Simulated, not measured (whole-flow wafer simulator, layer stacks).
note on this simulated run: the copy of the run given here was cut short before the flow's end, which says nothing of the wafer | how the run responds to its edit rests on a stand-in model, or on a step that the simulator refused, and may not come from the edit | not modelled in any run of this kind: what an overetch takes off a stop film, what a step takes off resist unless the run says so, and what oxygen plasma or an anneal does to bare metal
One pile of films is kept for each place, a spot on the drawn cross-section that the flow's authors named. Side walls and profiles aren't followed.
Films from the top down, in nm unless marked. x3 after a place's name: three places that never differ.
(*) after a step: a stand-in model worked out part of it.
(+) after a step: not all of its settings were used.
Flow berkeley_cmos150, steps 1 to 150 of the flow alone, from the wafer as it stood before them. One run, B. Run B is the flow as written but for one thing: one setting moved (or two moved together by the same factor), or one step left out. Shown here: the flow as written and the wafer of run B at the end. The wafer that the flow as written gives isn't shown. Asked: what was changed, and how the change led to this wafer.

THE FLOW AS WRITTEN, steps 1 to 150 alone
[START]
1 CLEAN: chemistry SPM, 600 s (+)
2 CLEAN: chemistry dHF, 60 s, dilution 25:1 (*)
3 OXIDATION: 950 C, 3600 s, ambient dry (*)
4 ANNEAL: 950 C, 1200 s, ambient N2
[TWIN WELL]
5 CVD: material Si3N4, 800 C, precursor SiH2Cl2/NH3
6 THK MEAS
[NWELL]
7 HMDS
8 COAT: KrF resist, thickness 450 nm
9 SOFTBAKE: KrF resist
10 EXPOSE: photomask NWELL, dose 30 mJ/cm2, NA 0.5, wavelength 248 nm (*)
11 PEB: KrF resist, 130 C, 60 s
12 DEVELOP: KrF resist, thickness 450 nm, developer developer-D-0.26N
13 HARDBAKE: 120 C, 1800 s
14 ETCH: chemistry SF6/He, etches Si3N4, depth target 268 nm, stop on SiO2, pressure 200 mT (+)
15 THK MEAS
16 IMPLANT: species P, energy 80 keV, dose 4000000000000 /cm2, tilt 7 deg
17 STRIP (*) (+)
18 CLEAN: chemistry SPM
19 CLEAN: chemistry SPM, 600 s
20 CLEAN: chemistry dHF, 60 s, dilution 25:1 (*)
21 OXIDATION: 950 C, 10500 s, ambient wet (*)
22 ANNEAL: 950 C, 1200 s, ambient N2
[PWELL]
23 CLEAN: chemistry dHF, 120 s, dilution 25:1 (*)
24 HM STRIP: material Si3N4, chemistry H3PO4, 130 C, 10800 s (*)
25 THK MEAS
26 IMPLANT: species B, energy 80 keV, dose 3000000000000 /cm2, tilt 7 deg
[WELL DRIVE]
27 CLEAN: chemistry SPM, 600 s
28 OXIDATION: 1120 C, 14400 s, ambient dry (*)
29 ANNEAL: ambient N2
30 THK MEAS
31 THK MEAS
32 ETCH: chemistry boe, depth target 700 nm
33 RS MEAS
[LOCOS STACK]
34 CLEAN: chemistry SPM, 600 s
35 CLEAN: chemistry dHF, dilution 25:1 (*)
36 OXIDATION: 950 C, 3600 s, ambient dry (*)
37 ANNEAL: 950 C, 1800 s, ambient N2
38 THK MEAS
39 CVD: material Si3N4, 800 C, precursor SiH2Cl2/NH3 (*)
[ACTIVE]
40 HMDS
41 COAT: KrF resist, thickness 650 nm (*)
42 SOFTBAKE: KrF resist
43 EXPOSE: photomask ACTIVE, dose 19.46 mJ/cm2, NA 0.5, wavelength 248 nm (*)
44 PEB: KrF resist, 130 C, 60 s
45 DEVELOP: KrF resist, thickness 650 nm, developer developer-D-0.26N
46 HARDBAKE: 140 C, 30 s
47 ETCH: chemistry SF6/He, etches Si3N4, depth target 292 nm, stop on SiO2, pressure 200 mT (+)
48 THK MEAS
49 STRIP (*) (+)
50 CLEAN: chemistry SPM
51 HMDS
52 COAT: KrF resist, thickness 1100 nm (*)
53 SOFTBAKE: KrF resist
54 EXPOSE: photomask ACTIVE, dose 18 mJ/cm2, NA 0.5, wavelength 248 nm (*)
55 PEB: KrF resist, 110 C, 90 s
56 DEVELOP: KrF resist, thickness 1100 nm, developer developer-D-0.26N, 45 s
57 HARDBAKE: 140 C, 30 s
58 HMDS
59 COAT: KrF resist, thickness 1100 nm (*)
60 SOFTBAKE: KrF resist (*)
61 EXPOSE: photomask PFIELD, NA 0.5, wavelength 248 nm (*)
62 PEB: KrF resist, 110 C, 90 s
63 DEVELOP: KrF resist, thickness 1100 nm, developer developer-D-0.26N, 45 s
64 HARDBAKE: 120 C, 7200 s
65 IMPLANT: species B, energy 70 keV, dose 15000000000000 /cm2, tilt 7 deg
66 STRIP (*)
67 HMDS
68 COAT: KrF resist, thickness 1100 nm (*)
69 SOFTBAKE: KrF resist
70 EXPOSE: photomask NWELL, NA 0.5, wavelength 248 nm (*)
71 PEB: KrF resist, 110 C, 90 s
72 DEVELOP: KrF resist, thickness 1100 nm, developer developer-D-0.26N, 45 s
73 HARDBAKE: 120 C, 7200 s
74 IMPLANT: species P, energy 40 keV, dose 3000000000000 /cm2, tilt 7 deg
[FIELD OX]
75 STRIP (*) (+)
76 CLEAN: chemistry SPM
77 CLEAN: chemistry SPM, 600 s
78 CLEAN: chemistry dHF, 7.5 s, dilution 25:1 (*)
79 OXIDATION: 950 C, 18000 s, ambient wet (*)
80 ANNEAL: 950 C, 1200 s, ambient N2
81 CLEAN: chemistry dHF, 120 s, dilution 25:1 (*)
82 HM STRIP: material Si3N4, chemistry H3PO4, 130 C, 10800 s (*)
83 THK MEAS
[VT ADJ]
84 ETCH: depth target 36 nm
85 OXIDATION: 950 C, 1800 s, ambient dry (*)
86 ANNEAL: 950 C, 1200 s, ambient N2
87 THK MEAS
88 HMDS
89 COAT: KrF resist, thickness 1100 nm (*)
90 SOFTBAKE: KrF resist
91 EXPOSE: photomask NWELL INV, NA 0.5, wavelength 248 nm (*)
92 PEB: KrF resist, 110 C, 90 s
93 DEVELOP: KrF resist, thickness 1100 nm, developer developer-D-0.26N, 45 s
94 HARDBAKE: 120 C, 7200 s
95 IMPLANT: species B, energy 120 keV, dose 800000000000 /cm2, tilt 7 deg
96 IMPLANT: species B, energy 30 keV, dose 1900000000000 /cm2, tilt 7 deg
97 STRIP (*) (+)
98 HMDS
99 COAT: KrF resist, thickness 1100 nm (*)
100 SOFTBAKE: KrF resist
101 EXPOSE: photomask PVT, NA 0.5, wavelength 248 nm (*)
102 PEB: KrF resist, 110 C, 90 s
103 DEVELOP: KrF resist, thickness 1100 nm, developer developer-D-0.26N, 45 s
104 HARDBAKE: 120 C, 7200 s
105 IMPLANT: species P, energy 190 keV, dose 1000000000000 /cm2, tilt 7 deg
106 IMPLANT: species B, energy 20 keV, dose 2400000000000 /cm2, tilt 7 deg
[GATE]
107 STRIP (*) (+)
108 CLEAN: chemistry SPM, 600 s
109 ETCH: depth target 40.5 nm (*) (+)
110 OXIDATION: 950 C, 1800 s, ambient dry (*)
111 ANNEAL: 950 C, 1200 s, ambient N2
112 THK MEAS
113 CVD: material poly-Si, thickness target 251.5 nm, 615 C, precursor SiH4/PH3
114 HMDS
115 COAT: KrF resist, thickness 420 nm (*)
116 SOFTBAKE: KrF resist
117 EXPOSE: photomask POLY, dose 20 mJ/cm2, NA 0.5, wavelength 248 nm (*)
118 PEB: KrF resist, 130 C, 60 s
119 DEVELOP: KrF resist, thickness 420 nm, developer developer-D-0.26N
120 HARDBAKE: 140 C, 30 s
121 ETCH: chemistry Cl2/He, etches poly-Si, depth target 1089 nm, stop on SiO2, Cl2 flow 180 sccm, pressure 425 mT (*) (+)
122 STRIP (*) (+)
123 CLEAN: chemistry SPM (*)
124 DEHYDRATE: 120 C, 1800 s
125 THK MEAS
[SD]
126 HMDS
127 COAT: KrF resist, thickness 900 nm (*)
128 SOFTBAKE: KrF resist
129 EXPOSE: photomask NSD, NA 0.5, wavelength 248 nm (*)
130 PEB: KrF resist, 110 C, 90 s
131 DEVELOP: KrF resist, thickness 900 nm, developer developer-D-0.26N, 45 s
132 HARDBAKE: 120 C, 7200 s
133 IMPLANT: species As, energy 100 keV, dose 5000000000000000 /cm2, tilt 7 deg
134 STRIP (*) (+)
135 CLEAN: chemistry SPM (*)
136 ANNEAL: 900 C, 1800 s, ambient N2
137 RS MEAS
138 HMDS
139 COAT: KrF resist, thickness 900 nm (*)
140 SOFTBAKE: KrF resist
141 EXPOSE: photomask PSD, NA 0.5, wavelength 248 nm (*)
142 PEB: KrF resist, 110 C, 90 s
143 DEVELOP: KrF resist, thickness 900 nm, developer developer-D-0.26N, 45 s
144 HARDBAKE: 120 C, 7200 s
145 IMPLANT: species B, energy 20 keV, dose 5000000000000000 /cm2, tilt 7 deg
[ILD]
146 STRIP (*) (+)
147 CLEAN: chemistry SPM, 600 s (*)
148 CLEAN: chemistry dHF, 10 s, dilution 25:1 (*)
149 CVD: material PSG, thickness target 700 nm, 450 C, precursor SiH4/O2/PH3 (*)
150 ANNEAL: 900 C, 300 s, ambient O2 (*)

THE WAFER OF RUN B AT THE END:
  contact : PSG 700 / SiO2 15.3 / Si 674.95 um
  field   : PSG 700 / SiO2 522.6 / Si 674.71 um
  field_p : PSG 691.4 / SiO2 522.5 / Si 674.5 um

The cause: step 28, OXIDATION: 1120 C, 14400 s, ambient dry (*), was left out.

How the change led to this, step by step:
  32 ETCH: chemistry boe, depth target 700 nm
      field, sd_n, gate_n, contact, m1: SiO2 -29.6 (all of it) (as written it would be: SiO2 -291.1 (all of it))
      field_p, sd_p, gate_p: SiO2 -451.9 (all of it) (as written it would be: SiO2 -555.5 (all of it))
  41 COAT: KrF resist, thickness 650 nm (*)
      field_p: KrF resist +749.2 (new film) (as written it would be: KrF resist +715.2 (new film))
      sd_p: KrF resist +716.4 (new film) (as written it would be: KrF resist +694.3 (new film))
      (and at 1 more place)
  45 DEVELOP: KrF resist, thickness 650 nm, developer developer-D-0.26N
      field_p: KrF resist -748 (all of it) (as written it would be: KrF resist -714.1 (all of it))
  46 HARDBAKE: 140 C, 30 s
      sd_p: KrF resist -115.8 (as written it would be: KrF resist -112.2)
      gate_p: KrF resist -114.7 (as written it would be: KrF resist -111.5)
  49 STRIP (*) (+)
      sd_p: KrF resist -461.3 (all of it) (as written it would be: KrF resist -442.9 (all of it))
      gate_p: KrF resist -455.7 (all of it) (as written it would be: KrF resist -439.2 (all of it))
  52 COAT: KrF resist, thickness 1100 nm (*)
      field_p: KrF resist +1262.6 (new film) (as written it would be: KrF resist +1219.5 (new film))
      sd_p: KrF resist +1146.3 (new film) (as written it would be: KrF resist +1111.6 (new film))
      (and at 1 more place)
  56 DEVELOP: KrF resist, thickness 1100 nm, developer developer-D-0.26N, 45 s
      field_p: KrF resist -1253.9 (all of it) (as written it would be: KrF resist -1211 (all of it))
  57 HARDBAKE: 140 C, 30 s
      sd_p: KrF resist -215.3 (as written it would be: KrF resist -208.8)
      gate_p: KrF resist -215.8 (as written it would be: KrF resist -209.5)
  59 COAT: KrF resist, thickness 1100 nm (*)
      field_p: KrF resist +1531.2 (new film) (as written it would be: KrF resist +1484.3 (new film))
      sd_p: KrF resist +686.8 (as written it would be: KrF resist +671.5)
      (and at 1 more place)
  64 HARDBAKE: 120 C, 7200 s
      field_p: KrF resist -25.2 (as written it would be: KrF resist -24.4)
  66 STRIP (*)
      field_p: KrF resist -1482 (all of it) (as written it would be: KrF resist -1436.3 (all of it))
      sd_p: KrF resist -1567.9 (all of it) (as written it would be: KrF resist -1525.1 (all of it))
      (and at 1 more place)
  68 COAT: KrF resist, thickness 1100 nm (*)
      field_p: KrF resist +1262.6 (new film) (as written it would be: KrF resist +1219.5 (new film))
      sd_p: KrF resist +1146.3 (new film) (as written it would be: KrF resist +1111.6 (new film))
      (and at 1 more place)
  72 DEVELOP: KrF resist, thickness 1100 nm, developer developer-D-0.26N, 45 s
      field_p: KrF resist -1253.9 (all of it) (as written it would be: KrF resist -1211 (all of it))
      sd_p: KrF resist -1138.3 (all of it) (as written it would be: KrF resist -1103.9 (all of it))
      (and at 1 more place)
  89 COAT: KrF resist, thickness 1100 nm (*)
      field_p: KrF resist +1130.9 (new film) (as written it would be: KrF resist +1087.8 (new film))
      sd_p: KrF resist +1352.5 (new film) (as written it would be: KrF resist +1317.3 (new film))
      (and at 1 more place)
  94 HARDBAKE: 120 C, 7200 s
      field_p: KrF resist -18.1 (as written it would be: KrF resist -17.4)
      sd_p: KrF resist -22 (as written it would be: KrF resist -21.4)
      (and at 1 more place)
  97 STRIP (*) (+)
      field_p: KrF resist -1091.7 (all of it) (as written it would be: KrF resist -1049.6 (all of it))
      sd_p: KrF resist -1307.8 (all of it) (as written it would be: KrF resist -1273.5 (all of it))
      (and at 1 more place)
  ... 14 more steps ...
  146 STRIP (*) (+)
      field_p: KrF resist -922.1 (all of it) (as written it would be: KrF resist -882.7 (all of it))
